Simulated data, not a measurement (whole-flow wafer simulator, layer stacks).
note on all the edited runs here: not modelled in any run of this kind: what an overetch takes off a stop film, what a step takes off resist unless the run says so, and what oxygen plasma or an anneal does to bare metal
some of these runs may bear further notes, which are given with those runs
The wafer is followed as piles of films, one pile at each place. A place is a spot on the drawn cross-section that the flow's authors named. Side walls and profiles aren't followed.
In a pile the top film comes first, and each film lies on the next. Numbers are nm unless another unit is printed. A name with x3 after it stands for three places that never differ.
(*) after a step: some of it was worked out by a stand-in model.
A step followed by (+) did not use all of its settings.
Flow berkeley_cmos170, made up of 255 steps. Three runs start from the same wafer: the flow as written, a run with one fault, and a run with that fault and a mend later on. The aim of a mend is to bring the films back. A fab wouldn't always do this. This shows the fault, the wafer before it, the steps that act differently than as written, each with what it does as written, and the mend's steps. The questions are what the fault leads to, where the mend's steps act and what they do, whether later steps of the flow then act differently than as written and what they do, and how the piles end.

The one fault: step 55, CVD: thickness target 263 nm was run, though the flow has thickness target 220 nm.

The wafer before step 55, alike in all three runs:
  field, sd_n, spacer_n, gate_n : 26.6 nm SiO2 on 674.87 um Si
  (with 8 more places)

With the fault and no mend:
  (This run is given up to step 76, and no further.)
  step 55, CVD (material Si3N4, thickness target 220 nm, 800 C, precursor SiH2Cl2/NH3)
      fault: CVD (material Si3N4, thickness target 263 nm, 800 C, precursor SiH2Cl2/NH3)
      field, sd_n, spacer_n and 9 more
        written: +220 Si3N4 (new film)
        fault: +263 Si3N4 (new film)
  Steps further on in the flow that do not act as written (not shown: 2 more steps that differ only slightly, by at most 2% or 0.5 nm, whichever is larger):
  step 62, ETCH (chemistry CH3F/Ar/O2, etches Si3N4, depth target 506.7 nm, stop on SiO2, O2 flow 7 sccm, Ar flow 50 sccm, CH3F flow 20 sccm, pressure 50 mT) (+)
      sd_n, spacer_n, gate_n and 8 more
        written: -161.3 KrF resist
        fault: -190 KrF resist
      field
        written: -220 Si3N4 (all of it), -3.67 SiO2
        fault: -263 Si3N4 (all of it), -3.67 SiO2
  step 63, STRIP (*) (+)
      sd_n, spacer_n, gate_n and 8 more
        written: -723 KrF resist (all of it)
        fault: -694.4 KrF resist (all of it)
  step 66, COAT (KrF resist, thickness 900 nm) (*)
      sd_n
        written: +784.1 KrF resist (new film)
        fault: +763.1 KrF resist (new film)
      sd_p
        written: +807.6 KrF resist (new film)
        fault: +790.2 KrF resist (new film)
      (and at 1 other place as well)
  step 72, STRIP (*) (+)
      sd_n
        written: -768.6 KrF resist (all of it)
        fault: -747.8 KrF resist (all of it)
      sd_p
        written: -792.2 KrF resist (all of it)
        fault: -774.7 KrF resist (all of it)
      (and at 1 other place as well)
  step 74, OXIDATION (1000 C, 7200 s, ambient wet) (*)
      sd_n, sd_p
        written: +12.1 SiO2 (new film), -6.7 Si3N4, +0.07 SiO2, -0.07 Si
        fault: +12.1 SiO2 (new film), -6.7 Si3N4
  Once step 76 is done, the piles at sd_n, spacer_n, gate_n and 8 more depart from the flow's by more than 2% or 0.5 nm, whichever is larger.
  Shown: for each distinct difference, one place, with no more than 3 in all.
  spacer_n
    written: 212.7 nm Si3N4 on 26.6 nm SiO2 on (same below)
    fault: 255.8 nm Si3N4 on 26.6 nm SiO2 on (same below)
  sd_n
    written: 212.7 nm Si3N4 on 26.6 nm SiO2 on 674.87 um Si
    fault: 255.8 nm Si3N4 on 26.6 nm SiO2 on 674.87 um Si

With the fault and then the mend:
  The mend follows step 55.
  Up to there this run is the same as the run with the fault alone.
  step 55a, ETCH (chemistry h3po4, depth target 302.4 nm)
      field, sd_n, spacer_n and 9 more
        -263 Si3N4 (all of it)
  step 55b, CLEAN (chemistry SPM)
      leaves every film unchanged at each place that is followed
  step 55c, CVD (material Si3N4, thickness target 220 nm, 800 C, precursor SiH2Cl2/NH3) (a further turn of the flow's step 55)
      field, sd_n, spacer_n and 9 more
        +220 Si3N4 (new film)
  Every later step of the flow that is run acts as written at every place that is followed.
  By the end, the piles equal the flow's at every place that both follow.
